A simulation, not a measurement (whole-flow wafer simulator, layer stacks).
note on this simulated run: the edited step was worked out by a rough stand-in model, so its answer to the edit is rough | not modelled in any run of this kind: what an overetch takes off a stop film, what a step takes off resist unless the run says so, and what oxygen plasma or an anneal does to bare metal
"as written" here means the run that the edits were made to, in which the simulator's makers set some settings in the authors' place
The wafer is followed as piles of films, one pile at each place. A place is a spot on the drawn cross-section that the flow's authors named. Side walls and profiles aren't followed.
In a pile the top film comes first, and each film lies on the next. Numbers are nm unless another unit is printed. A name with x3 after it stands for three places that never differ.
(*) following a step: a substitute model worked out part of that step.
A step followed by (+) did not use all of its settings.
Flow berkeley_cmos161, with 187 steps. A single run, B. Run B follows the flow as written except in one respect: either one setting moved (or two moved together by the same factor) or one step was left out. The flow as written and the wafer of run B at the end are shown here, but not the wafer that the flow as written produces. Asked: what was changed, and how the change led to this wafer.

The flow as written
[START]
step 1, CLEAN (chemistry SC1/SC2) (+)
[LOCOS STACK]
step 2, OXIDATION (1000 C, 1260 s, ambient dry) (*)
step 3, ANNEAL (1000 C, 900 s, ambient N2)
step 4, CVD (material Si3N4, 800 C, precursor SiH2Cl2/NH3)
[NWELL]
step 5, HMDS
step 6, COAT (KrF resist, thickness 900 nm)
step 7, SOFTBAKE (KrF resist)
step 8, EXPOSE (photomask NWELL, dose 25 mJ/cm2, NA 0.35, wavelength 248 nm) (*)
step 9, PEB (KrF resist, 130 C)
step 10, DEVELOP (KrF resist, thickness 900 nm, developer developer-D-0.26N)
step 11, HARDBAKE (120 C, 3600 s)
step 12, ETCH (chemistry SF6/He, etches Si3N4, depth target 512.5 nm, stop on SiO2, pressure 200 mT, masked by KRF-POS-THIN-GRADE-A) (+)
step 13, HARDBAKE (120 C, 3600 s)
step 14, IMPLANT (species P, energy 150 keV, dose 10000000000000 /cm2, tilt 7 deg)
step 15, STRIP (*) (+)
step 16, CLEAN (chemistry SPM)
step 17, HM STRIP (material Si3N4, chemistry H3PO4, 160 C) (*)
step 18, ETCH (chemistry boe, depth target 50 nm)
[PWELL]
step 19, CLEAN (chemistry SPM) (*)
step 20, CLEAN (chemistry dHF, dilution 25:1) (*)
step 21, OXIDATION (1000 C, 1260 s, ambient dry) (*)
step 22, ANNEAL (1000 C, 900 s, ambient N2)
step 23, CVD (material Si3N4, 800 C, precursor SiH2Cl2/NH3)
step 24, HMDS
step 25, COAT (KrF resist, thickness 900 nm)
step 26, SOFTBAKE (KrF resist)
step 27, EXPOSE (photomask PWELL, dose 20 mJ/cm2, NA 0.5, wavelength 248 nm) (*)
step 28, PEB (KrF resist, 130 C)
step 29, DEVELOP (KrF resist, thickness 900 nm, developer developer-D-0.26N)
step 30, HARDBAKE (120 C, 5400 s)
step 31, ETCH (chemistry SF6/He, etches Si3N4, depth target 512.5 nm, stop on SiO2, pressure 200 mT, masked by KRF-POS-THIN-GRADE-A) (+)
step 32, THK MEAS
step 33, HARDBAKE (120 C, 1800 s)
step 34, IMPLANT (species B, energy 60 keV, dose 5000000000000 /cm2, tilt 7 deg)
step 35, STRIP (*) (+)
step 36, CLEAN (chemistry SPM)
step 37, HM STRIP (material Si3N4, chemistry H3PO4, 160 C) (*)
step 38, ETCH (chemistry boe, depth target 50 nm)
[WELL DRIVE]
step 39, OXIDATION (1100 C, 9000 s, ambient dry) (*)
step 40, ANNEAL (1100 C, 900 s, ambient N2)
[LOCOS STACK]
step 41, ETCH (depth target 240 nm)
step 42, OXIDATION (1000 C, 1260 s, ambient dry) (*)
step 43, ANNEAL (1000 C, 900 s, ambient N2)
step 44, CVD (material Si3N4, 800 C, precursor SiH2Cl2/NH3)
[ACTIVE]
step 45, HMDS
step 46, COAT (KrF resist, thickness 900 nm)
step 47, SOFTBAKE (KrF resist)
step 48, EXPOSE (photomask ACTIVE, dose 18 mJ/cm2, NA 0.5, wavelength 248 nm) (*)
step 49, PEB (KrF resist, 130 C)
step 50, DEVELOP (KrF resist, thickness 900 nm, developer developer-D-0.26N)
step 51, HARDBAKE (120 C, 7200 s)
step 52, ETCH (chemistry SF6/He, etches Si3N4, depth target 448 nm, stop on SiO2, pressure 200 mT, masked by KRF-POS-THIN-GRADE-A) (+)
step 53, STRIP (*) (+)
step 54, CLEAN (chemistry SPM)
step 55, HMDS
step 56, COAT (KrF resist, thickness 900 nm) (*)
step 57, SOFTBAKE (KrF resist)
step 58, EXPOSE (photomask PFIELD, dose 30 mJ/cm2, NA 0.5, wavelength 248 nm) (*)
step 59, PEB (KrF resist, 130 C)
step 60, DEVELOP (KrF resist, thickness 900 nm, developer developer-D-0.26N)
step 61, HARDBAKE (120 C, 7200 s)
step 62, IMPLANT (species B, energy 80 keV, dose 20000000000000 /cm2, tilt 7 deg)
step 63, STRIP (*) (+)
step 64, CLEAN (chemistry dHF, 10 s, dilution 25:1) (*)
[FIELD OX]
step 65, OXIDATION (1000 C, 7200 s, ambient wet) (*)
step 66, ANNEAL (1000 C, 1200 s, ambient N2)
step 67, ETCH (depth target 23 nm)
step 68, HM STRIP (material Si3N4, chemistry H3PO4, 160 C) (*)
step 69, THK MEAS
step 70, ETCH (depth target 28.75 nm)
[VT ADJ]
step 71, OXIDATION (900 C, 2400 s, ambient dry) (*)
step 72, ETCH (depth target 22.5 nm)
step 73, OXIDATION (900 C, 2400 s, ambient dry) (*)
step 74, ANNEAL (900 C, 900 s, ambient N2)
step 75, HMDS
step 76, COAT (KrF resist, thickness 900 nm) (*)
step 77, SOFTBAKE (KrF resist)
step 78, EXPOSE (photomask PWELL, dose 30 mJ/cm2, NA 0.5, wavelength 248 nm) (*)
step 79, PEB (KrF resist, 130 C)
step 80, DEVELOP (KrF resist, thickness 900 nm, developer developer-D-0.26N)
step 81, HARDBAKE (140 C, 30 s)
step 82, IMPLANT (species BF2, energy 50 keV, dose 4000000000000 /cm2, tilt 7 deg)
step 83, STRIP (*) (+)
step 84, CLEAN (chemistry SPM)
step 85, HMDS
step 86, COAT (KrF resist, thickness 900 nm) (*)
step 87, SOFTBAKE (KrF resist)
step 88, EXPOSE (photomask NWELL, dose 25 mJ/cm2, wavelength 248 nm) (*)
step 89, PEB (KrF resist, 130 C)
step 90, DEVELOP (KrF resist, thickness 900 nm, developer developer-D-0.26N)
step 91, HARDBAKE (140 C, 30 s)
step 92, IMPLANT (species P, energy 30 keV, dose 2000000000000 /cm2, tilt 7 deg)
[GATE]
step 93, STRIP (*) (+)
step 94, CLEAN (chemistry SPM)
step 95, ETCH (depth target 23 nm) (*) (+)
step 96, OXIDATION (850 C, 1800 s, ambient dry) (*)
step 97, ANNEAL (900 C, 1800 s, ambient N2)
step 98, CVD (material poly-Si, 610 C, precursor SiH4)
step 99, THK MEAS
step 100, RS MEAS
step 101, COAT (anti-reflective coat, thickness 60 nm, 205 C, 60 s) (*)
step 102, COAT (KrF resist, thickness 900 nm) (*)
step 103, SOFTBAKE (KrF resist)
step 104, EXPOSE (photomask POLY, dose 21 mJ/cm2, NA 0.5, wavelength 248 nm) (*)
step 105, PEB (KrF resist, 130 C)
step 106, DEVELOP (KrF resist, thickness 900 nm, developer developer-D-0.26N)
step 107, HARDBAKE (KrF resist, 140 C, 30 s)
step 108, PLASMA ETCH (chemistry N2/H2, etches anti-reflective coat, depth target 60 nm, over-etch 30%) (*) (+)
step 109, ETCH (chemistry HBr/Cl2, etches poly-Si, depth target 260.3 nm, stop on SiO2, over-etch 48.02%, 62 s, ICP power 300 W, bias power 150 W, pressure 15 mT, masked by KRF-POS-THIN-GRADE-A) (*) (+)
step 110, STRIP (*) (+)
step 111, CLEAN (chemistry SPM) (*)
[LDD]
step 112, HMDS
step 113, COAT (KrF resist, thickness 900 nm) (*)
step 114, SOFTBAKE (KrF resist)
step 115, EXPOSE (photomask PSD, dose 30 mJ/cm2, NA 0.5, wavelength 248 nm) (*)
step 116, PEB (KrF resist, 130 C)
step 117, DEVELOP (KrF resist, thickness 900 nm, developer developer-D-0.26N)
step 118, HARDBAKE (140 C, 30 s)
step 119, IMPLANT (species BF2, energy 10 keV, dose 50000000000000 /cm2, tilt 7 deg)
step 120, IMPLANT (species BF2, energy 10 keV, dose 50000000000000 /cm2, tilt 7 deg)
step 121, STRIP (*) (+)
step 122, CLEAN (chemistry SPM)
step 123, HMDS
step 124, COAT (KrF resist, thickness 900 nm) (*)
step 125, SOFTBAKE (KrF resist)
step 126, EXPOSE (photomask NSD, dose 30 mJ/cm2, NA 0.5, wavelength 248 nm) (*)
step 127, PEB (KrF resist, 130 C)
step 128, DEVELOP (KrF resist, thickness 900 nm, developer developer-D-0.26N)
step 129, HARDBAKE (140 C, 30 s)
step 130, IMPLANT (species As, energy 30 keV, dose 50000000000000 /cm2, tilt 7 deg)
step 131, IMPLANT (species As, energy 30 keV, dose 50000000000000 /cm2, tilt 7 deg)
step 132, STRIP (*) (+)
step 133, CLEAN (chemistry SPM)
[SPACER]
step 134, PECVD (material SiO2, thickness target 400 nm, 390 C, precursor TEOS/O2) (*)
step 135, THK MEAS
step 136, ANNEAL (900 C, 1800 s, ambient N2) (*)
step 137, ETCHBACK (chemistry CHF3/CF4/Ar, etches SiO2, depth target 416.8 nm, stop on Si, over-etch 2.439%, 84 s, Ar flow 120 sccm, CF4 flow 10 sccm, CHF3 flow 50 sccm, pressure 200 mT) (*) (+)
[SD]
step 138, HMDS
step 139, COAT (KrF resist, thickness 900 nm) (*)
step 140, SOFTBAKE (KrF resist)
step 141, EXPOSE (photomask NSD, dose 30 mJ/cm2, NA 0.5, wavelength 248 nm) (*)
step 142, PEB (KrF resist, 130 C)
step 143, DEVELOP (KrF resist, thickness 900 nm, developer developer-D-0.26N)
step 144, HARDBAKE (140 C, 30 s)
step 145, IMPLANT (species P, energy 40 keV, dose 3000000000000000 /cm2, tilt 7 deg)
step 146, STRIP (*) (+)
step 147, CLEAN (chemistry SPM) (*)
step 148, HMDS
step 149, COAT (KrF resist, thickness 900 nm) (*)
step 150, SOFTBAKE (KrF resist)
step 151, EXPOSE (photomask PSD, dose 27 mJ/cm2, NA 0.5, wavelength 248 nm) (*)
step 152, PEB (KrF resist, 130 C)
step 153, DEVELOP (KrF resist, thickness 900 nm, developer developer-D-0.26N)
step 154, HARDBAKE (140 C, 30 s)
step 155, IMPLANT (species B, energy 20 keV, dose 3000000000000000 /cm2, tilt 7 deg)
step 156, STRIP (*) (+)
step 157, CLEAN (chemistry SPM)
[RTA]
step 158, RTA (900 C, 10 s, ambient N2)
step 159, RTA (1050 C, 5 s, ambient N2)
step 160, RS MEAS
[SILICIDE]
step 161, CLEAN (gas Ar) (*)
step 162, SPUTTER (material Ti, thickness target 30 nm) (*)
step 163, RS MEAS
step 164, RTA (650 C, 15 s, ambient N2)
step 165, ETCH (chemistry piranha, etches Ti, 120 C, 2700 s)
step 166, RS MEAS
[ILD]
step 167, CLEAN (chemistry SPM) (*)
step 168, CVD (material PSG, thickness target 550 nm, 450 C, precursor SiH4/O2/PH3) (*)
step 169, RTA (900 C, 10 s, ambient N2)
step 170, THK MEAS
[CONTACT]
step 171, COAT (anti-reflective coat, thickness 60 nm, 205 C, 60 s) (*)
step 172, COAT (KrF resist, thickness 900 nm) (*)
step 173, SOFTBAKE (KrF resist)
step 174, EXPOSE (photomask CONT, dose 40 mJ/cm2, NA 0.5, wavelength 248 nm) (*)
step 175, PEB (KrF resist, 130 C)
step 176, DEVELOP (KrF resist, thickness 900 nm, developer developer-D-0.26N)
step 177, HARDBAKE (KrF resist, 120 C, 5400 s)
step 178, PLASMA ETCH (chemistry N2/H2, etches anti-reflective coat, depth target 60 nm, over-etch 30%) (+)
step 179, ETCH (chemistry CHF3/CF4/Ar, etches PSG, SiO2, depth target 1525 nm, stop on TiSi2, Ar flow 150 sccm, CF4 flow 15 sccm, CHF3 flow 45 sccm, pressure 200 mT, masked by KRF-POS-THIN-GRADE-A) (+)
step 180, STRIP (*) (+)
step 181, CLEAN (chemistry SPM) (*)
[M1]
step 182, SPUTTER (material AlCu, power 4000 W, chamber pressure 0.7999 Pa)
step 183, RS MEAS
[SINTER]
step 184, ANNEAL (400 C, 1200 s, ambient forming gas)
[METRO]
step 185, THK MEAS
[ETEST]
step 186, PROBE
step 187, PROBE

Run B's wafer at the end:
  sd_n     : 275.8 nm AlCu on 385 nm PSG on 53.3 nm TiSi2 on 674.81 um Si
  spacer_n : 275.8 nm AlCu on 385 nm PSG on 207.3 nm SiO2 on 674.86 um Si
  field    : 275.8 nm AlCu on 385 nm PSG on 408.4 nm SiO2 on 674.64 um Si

The reason: step 168, CVD: thickness target 385 nm was run, while the flow as written has thickness target 550 nm.
The wafer lets one read it off: sd_n has PSG 385, and step 168 as written asks for 550 nm.

Step by step, how the change led to this:
  step 168, CVD (material PSG, thickness target 550 nm, 450 C, precursor SiH4/O2/PH3) (*)
      field, sd_n, spacer_n, gate_n, spacer_p, gate_p, contact, m1: PSG gains 385 (new film) (in the flow as written it would be: PSG gains 550 (new film))
      sd_p: PSG gains 366.9 (new film) (in the flow as written it would be: PSG gains 521.9 (new film))
  step 171, COAT (anti-reflective coat, thickness 60 nm, 205 C, 60 s) (*)
      field: anti-reflective coat gains 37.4 (new film) (in the flow as written it would be: anti-reflective coat gains 38.5 (new film))
      sd_n: anti-reflective coat gains 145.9 (new film) (in the flow as written it would be: anti-reflective coat gains 149.7 (new film))
      (also at 5 further places)
  step 178, PLASMA ETCH (chemistry N2/H2, etches anti-reflective coat, depth target 60 nm, over-etch 30%) (+)
      field, sd_n, spacer_n, gate_n, sd_p, spacer_p, gate_p, m1: KrF resist loses 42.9 (in the flow as written it would be: KrF resist loses 44.3)
      contact: anti-reflective coat loses 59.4 (all of it), PSG loses 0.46 (in the flow as written it would be: anti-reflective coat loses 61.4 (all of it), PSG loses 0.47)
  step 179, ETCH (chemistry CHF3/CF4/Ar, etches PSG, SiO2, depth target 1525 nm, stop on TiSi2, Ar flow 150 sccm, CF4 flow 15 sccm, CHF3 flow 45 sccm, pressure 200 mT, masked by KRF-POS-THIN-GRADE-A) (+)
      field, sd_n, spacer_n, gate_n, sd_p, spacer_p, gate_p, m1: KrF resist loses 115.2 (in the flow as written it would be: KrF resist loses 156.4)
      contact: PSG loses 384.5 (all of it), TiSi2 loses 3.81 (in the flow as written it would be: PSG loses 549.5 (all of it), TiSi2 loses 3.81)
  step 180, STRIP (*) (+)
      field: KrF resist loses 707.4 (all of it), anti-reflective coat loses 37.4 (all of it) (in the flow as written it would be: KrF resist loses 665.1 (all of it), anti-reflective coat loses 38.5 (all of it))
      sd_n: KrF resist loses 737.8 (all of it), anti-reflective coat loses 145.9 (all of it) (in the flow as written it would be: KrF resist loses 692.5 (all of it), anti-reflective coat loses 149.7 (all of it))
      (also at 6 further places)
  step 182, SPUTTER (material AlCu, power 4000 W, chamber pressure 0.7999 Pa)
      contact: AlCu gains 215 (new film) (in the flow as written it would be: AlCu gains 192.2 (new film))
